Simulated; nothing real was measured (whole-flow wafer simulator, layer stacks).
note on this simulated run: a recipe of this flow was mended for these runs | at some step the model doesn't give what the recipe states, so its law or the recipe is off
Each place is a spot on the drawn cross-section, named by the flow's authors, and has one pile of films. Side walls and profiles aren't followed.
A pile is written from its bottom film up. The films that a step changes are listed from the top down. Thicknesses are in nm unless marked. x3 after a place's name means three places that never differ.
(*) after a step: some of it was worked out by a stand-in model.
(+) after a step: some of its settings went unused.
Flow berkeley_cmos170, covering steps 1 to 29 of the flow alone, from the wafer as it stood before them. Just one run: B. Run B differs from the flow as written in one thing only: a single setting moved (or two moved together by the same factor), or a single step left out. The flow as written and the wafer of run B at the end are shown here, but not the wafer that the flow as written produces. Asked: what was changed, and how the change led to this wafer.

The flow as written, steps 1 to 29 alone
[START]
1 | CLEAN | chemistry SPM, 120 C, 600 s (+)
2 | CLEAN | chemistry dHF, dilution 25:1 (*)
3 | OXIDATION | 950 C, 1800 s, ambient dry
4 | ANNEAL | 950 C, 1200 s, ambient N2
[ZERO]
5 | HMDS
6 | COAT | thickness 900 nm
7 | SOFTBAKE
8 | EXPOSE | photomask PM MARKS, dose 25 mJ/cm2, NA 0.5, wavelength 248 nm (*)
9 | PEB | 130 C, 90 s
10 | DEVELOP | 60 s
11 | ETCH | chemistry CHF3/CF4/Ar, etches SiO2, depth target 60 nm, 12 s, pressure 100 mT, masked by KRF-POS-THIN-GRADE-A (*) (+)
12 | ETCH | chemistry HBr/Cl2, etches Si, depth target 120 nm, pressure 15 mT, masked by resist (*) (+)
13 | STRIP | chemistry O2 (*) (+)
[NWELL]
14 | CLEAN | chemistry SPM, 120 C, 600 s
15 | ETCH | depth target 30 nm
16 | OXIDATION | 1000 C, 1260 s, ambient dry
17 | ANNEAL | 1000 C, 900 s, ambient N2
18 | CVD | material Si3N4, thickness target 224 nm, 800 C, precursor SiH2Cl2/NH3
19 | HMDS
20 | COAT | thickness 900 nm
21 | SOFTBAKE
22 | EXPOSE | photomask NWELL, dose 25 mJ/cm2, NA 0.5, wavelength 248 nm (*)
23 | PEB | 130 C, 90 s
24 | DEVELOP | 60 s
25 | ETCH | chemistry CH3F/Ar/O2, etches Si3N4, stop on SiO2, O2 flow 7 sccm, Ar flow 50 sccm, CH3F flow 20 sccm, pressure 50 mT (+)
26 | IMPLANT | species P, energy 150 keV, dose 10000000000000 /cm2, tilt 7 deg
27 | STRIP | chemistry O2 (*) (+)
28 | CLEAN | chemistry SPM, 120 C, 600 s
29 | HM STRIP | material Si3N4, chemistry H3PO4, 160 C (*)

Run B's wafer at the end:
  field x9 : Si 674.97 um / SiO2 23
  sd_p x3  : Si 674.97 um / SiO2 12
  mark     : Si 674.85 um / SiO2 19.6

The reason: step 3, OXIDATION: 5400 s was run, though the flow has 1800 s.

How this came from the change, step by step:
  3 | OXIDATION | 950 C, 1800 s, ambient dry
      field x9, mark, sd_p x3: +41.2 SiO2 (new film), -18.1 Si (in the flow as written it would be: +20.4 SiO2 (new film), -8.98 Si)
  11 | ETCH | chemistry CHF3/CF4/Ar, etches SiO2, depth target 60 nm, 12 s, pressure 100 mT, masked by KRF-POS-THIN-GRADE-A (*) (+)
      mark: -41.2 SiO2 (all of it), -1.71 Si (in the flow as written it would be: -20.4 SiO2 (all of it), -3.6 Si)
  15 | ETCH | depth target 30 nm
      field x9, sd_p x3: -30 SiO2 (in the flow as written it would be: -20.4 SiO2 (all of it))
  16 | OXIDATION | 1000 C, 1260 s, ambient dry
      field x9, sd_p x3: +18.8 SiO2, -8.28 Si (in the flow as written it would be: +26.6 SiO2 (new film), -11.7 Si)
